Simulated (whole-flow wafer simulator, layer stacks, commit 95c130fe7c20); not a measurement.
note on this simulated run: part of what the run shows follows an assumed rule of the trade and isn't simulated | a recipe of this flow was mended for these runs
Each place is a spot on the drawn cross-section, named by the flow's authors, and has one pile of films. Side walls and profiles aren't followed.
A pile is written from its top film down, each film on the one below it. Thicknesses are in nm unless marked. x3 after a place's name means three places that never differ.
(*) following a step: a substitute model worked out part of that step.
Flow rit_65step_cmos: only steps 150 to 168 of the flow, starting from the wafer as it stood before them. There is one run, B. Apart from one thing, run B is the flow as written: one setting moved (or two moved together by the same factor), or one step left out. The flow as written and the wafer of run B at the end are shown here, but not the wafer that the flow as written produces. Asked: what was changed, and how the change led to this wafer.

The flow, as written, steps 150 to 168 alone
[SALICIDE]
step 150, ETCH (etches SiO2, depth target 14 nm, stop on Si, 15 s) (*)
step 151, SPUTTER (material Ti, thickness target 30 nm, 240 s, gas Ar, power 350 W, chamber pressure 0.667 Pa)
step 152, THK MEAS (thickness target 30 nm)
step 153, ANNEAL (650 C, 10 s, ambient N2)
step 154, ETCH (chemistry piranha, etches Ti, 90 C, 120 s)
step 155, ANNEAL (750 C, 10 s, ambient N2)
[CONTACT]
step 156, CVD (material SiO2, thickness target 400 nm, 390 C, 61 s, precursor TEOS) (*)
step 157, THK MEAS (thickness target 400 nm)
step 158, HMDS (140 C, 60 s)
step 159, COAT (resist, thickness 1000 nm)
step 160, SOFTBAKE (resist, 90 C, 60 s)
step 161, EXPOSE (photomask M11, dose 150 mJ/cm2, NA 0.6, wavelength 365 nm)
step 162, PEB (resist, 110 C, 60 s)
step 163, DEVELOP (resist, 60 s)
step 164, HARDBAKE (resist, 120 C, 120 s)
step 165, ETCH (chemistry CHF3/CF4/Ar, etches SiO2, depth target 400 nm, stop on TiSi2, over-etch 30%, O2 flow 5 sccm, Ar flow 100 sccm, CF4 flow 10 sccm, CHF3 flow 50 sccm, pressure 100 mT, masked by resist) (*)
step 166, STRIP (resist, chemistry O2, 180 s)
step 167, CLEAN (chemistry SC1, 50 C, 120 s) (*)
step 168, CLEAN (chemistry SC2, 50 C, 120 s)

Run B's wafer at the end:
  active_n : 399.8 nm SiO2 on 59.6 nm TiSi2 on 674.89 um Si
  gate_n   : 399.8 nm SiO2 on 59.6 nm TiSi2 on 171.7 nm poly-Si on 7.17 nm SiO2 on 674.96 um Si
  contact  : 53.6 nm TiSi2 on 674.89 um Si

The reason: step 151, SPUTTER: thickness target 32 nm was run, whereas the flow has thickness target 30 nm; step 151, SPUTTER: 255 s was run, where the flow has 240 s.

The path from the change to this, step by step:
  step 151, SPUTTER (material Ti, thickness target 30 nm, 240 s, gas Ar, power 350 W, chamber pressure 0.667 Pa)
      field, field_pw, field_nw and 11 more: Ti gains 32 (new film) (it would be, as written: Ti gains 30 (new film))
  step 153, ANNEAL (650 C, 10 s, ambient N2)
      active_n, active_p, sd_n, sd_p, contact, m1: Ti loses 25, TiSi first gains 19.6 (new film), TiSi2 C49 gains 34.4 (new film), Si loses 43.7 (it would be, as written: Ti loses 23.4, TiSi first gains 15 (new film), TiSi2 C49 gains 37.2 (new film), Si loses 43.1)
      gate_n, gate_p: Ti loses 25, TiSi first gains 19.6 (new film), TiSi2 C49 gains 34.4 (new film), poly-Si loses 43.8 (it would be, as written: Ti loses 23.4, TiSi first gains 15 (new film), TiSi2 C49 gains 37.2 (new film), poly-Si loses 43.3)
  step 154, ETCH (chemistry piranha, etches Ti, 90 C, 120 s)
      field, field_pw, field_nw, field_p, spacer, spacer_p: Ti loses 32 (all of it) (it would be, as written: Ti loses 30 (all of it))
  step 155, ANNEAL (750 C, 10 s, ambient N2)
      active_n, active_p, sd_n, sd_p, contact, m1: TiSi2 gains 59.6 (new film), TiSi first loses 19.5 (all of it), TiSi2 C49 loses 34.4 (all of it), Si loses 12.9 (it would be, as written: TiSi2 gains 55.9 (new film), TiSi first loses 14.9 (all of it), TiSi2 C49 loses 37.2 (all of it), Si loses 9.91)
      gate_n, gate_p: TiSi2 gains 59.6 (new film), TiSi first loses 19.5 (all of it), TiSi2 C49 loses 34.4 (all of it), poly-Si loses 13 (it would be, as written: TiSi2 gains 55.9 (new film), TiSi first loses 14.9 (all of it), TiSi2 C49 loses 37.2 (all of it), poly-Si loses 9.95)
